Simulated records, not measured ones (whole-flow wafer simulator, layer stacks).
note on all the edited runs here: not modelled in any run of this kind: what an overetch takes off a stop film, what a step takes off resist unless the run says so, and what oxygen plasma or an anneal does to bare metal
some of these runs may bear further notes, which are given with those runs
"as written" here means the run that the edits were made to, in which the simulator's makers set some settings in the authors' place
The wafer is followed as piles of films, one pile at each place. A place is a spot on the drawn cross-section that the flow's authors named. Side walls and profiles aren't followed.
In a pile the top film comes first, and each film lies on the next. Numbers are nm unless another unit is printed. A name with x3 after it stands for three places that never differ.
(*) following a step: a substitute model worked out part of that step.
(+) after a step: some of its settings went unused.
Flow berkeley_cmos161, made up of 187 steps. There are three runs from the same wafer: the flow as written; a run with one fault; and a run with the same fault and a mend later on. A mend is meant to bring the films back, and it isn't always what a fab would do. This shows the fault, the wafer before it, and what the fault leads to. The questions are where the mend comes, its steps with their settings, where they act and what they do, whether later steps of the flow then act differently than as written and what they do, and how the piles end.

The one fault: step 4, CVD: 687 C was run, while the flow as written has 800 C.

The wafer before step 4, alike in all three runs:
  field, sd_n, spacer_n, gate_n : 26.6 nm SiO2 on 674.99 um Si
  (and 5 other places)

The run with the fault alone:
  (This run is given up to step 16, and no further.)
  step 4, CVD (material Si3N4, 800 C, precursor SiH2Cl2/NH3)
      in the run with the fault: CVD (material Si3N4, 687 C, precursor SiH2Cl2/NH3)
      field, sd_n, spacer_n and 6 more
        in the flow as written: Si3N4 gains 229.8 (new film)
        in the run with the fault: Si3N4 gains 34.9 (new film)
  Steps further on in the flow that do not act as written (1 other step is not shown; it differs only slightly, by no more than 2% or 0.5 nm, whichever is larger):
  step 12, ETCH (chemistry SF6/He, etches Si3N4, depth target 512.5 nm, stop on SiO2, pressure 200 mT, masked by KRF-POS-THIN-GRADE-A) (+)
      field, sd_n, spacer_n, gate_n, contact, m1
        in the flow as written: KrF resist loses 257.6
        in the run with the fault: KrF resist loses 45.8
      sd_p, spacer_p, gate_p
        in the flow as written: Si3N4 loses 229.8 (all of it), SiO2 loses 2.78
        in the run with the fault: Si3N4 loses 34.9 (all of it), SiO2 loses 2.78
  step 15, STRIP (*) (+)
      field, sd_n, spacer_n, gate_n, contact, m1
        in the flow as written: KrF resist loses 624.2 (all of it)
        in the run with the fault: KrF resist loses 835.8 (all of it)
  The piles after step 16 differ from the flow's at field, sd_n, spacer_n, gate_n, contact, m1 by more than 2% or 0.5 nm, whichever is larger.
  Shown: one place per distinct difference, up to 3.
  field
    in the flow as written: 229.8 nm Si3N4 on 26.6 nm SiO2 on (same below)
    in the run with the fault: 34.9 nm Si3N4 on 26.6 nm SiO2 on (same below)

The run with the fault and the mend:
  The mend stands after step 4.
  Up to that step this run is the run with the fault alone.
  step 4a, ETCH (chemistry h3po4, depth target 40.17 nm)
      field, sd_n, spacer_n and 6 more
        Si3N4 loses 34.9 (all of it)
  step 4b, CLEAN (chemistry SC1/SC2) (a further turn of the flow's step 1)
      does not change any film at any place that is followed
  step 4c, CVD (material Si3N4, 800 C, precursor SiH2Cl2/NH3) (a further turn of the flow's step 4)
      field, sd_n, spacer_n and 6 more
        Si3N4 gains 229.8 (new film)
  Every later step of the flow that is run acts as written at every place that is followed.
  At every place that both follow, the piles at the end match the flow's.
